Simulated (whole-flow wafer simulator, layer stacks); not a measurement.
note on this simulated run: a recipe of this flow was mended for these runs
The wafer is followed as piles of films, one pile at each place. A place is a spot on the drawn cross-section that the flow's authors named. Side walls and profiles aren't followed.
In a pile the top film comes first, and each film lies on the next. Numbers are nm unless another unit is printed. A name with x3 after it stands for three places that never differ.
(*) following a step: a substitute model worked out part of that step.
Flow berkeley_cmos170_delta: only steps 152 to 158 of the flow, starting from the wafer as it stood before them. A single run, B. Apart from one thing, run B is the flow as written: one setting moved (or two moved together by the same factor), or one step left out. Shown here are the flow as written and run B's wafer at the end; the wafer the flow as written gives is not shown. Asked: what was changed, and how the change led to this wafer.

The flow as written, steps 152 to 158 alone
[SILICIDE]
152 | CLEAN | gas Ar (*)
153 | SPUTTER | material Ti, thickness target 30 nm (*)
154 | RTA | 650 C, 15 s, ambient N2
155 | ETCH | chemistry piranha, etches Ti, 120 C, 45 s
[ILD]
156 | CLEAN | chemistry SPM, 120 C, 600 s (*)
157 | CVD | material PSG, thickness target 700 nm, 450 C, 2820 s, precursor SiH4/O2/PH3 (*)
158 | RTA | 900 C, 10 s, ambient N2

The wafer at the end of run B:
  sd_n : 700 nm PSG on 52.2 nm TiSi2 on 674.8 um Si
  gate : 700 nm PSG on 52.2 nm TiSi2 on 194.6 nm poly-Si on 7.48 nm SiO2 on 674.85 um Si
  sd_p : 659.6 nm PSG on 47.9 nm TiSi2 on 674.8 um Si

The reason: step 153, SPUTTER: thickness target 28 nm was run, though the flow has thickness target 30 nm.

Step by step, how the change led to this:
  153 | SPUTTER | material Ti, thickness target 30 nm (*)
      field, sd_n, spacer_n, gate, spacer_p, gate_p, contact x2: +28 Ti (new film) (in the flow as written it would be: +30 Ti (new film))
      sd_p: +25.7 Ti (new film) (in the flow as written it would be: +27.5 Ti (new film))
  154 | RTA | 650 C, 15 s, ambient N2
      sd_p: -20 Ti, +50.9 TiSi2 C49 (new film), -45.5 Si (in the flow as written it would be: -21.5 Ti, +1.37 TiSi first (new film), +52.5 TiSi2 C49 (new film), -47.8 Si)
      sd_n, contact x2: -21.8 Ti, +2.3 TiSi first (new film), +52.1 TiSi2 C49 (new film), -48 Si (in the flow as written it would be: -23.4 Ti, +6.2 TiSi first (new film), +50.3 TiSi2 C49 (new film), -49 Si)
      (as well as at 2 more places)
  155 | ETCH | chemistry piranha, etches Ti, 120 C, 45 s
      field, spacer_n, spacer_p: -28 Ti (all of it) (in the flow as written it would be: -30 Ti (all of it))
  158 | RTA | 900 C, 10 s, ambient N2
      sd_p: under 1 film: +47.9 TiSi2 (new film), -50.8 TiSi2 C49 (all of it) (in the flow as written it would be: under 1 film: +51.3 TiSi2 (new film), -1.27 TiSi first (all of it), -52.5 TiSi2 C49 (all of it), -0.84 Si)
      sd_n, contact x2: under 1 film: +52.2 TiSi2 (new film), -2.2 TiSi first (all of it), -52.1 TiSi2 C49 (all of it), -1.46 Si (in the flow as written it would be: under 1 film: +55.9 TiSi2 (new film), -6.09 TiSi first (all of it), -50.3 TiSi2 C49 (all of it), -4.05 Si)
      (as well as at 2 more places)
